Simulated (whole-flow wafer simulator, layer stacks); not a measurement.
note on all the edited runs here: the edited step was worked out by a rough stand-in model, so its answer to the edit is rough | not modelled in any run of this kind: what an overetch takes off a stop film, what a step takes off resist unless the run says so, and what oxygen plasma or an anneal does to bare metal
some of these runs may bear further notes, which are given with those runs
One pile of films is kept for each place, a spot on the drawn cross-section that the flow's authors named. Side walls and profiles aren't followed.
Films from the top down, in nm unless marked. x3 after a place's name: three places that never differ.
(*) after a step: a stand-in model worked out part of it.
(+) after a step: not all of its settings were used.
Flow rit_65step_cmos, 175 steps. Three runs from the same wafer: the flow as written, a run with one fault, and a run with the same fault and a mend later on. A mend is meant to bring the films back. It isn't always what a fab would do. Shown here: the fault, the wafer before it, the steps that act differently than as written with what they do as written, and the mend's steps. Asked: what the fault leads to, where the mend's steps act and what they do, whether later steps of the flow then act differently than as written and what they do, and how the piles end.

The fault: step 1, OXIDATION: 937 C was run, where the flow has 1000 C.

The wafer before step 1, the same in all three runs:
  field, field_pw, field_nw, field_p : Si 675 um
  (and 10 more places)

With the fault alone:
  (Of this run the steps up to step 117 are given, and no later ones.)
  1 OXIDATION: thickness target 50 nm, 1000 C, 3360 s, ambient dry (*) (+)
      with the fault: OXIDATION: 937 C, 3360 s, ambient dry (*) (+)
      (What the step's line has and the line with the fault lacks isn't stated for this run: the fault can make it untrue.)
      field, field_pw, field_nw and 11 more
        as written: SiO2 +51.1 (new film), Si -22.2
        with the fault: SiO2 +30 (new film), Si -12.9
  Later steps of the flow that act differently than as written (37 more steps differ only slightly, by at most 2% or 0.5 nm, whichever is larger, and aren't shown):
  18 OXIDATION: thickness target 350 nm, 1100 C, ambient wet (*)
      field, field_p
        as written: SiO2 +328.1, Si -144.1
        with the fault: SiO2 +344.4, Si -151.2
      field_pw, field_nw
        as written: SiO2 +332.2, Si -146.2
        with the fault: SiO2 +348.3, Si -153.3
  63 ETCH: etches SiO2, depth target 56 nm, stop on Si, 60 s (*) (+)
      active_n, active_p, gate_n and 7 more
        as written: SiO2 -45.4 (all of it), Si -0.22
        with the fault: SiO2 -24.4 (all of it), Si -0.65
  After step 117 the piles differ from the flow's only slightly at the places that both follow, by at most 2% or 0.5 nm, whichever is larger.

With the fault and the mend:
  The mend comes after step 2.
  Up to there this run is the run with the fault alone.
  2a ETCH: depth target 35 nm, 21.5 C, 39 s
      field, field_pw, field_nw and 11 more
        SiO2 -30 (all of it)
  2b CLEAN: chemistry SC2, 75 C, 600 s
      field, field_pw, field_nw and 11 more
        chemical SiO2 +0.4 (new film), Si -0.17
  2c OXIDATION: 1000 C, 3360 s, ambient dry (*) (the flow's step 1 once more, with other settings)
      field, field_pw, field_nw and 11 more
        SiO2 +51 (new film), chemical SiO2 -0.4 (all of it), Si -22.3
  Later steps of the flow that act differently than as written (17 more steps differ only slightly, by at most 2% or 0.5 nm, whichever is larger, and aren't shown):
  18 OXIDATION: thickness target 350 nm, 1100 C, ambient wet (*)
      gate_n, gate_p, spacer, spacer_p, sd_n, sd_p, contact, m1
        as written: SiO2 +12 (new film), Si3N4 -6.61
        with the mend: SiO2 +12 (new film), Si3N4 -6.61, SiO2 +0.03
  At the end the piles differ from the flow's only slightly at the places that both follow, by at most 2% or 0.5 nm, whichever is larger.
